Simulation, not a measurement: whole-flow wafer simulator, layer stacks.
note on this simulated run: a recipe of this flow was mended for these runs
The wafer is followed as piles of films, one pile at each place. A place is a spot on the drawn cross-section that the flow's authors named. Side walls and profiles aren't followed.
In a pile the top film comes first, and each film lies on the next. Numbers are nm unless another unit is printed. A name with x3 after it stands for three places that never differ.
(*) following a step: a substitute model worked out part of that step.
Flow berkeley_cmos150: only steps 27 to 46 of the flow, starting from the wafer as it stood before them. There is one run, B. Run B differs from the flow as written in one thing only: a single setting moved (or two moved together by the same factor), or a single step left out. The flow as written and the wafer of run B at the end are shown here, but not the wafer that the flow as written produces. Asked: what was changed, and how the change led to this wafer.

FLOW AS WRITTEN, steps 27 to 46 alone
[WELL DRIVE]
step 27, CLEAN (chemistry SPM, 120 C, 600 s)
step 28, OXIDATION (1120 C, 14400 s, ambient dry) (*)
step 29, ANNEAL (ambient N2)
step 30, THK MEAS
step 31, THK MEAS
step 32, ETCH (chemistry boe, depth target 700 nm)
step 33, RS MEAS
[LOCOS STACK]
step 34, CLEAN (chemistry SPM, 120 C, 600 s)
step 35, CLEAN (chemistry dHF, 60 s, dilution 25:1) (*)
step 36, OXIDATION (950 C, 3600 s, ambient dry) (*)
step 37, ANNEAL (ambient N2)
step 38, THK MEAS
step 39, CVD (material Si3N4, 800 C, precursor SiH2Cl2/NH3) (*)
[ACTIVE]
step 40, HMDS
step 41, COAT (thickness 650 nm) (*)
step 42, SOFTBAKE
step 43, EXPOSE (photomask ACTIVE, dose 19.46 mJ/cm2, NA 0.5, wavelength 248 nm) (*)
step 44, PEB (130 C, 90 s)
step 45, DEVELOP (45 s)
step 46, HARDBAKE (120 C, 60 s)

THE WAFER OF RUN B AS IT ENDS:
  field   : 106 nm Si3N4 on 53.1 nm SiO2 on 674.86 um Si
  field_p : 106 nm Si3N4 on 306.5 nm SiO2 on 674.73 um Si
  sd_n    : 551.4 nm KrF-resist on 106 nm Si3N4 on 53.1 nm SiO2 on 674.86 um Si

What caused this: step 32, ETCH: depth target 245 nm was run, while the flow as written has depth target 700 nm.

The path from the change to this, step by step:
  step 32, ETCH (chemistry boe, depth target 700 nm)
      field, sd_n, gate_n, contact, m1: -245 SiO2 (in the flow as written it would be: -291.1 SiO2 (all of it))
      field_p, sd_p, gate_p: -245 SiO2 (in the flow as written it would be: -555.5 SiO2 (all of it))
  step 34, CLEAN (chemistry SPM, 120 C, 600 s)
      field, field_p, sd_n, gate_n, sd_p, gate_p, contact, m1: nothing (in the flow as written it would be: +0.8 chemical SiO2 (new film), -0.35 Si)
  step 35, CLEAN (chemistry dHF, 60 s, dilution 25:1) (*)
      field, field_p, sd_n, gate_n, sd_p, gate_p, contact, m1: -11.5 SiO2 (in the flow as written it would be: -0.8 chemical SiO2 (all of it))
  step 36, OXIDATION (950 C, 3600 s, ambient dry) (*)
      field, sd_n, gate_n, contact, m1: +18.5 SiO2, -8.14 Si (in the flow as written it would be: +31.5 SiO2 (new film), -13.8 Si)
      field_p, sd_p, gate_p: +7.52 SiO2, -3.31 Si (in the flow as written it would be: +31.5 SiO2 (new film), -13.8 Si)
  step 41, COAT (thickness 650 nm) (*)
      field: +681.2 KrF-resist (new film) (in the flow as written it would be: +646.4 KrF-resist (new film))
      field_p: +590.2 KrF-resist (new film) (in the flow as written it would be: +715.2 KrF-resist (new film))
      (as well as at 4 more places)
  step 45, DEVELOP (45 s)
      field: -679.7 KrF-resist (all of it) (in the flow as written it would be: -645 KrF-resist (all of it))
      field_p: -589 KrF-resist (all of it) (in the flow as written it would be: -713.6 KrF-resist (all of it))
  step 46, HARDBAKE (120 C, 60 s)
      sd_n: -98 KrF-resist (in the flow as written it would be: -93.3 KrF-resist)
      sd_p: -89.6 KrF-resist (in the flow as written it would be: -102.4 KrF-resist)
      (as well as at 2 more places)
